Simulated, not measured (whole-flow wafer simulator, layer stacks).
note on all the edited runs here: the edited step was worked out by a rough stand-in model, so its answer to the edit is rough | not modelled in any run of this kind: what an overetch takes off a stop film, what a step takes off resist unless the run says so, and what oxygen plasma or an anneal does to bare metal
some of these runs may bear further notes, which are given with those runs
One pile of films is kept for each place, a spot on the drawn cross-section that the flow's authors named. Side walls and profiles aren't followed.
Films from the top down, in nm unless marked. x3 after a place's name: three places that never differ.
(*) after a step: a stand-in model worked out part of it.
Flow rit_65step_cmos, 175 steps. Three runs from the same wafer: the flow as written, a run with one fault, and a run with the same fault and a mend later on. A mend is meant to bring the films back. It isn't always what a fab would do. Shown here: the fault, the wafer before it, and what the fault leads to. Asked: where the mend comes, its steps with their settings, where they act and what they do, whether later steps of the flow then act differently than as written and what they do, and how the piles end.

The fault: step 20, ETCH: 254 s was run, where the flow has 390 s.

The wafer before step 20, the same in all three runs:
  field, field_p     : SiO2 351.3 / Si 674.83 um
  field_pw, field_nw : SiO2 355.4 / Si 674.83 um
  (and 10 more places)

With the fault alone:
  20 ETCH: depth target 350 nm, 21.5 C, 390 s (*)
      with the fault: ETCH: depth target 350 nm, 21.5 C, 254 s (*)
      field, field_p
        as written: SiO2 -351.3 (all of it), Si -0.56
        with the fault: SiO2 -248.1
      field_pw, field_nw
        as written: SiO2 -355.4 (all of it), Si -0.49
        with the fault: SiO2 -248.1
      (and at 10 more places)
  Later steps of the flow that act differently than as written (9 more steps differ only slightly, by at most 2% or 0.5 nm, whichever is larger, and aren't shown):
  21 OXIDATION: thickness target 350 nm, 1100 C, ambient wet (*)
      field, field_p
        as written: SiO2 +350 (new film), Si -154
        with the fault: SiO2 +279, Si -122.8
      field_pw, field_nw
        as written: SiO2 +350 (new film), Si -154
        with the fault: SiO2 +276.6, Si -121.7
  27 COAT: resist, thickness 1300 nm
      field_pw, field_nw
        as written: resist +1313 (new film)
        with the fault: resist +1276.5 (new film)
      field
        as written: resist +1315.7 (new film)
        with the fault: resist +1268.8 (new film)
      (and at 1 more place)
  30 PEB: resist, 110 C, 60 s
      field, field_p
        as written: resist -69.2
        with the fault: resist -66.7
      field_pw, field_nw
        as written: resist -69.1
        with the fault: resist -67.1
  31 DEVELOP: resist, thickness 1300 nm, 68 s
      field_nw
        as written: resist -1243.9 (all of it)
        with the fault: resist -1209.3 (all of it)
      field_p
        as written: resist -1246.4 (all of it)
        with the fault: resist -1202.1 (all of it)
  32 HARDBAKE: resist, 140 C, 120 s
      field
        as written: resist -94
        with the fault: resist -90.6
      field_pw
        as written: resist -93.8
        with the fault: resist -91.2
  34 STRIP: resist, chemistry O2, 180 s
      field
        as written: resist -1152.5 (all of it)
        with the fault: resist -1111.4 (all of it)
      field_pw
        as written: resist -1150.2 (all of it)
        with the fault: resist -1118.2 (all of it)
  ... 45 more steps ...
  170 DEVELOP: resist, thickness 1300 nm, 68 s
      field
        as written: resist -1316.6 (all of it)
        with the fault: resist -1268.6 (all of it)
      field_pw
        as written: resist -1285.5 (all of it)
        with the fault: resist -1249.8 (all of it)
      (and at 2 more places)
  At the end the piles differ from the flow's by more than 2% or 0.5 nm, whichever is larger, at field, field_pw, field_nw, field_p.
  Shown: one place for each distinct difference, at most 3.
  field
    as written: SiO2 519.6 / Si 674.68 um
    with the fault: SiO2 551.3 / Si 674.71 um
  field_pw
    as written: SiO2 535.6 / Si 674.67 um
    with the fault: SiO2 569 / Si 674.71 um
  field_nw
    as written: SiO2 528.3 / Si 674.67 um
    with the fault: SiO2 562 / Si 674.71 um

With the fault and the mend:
  The mend comes after step 20.
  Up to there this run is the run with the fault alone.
  20a ETCH: depth target 350 nm, 21.5 C, 136 s (the flow's step 20 once more, with other settings)
      field, field_p
        SiO2 -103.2 (all of it)
      field_pw, field_nw
        SiO2 -107.3 (all of it)
  No later step of the flow acts differently than as written, at any place that is followed, by more than 2% or 0.5 nm, whichever is larger.
  At the end the piles differ from the flow's only slightly at the places that both follow, by at most 2% or 0.5 nm, whichever is larger.
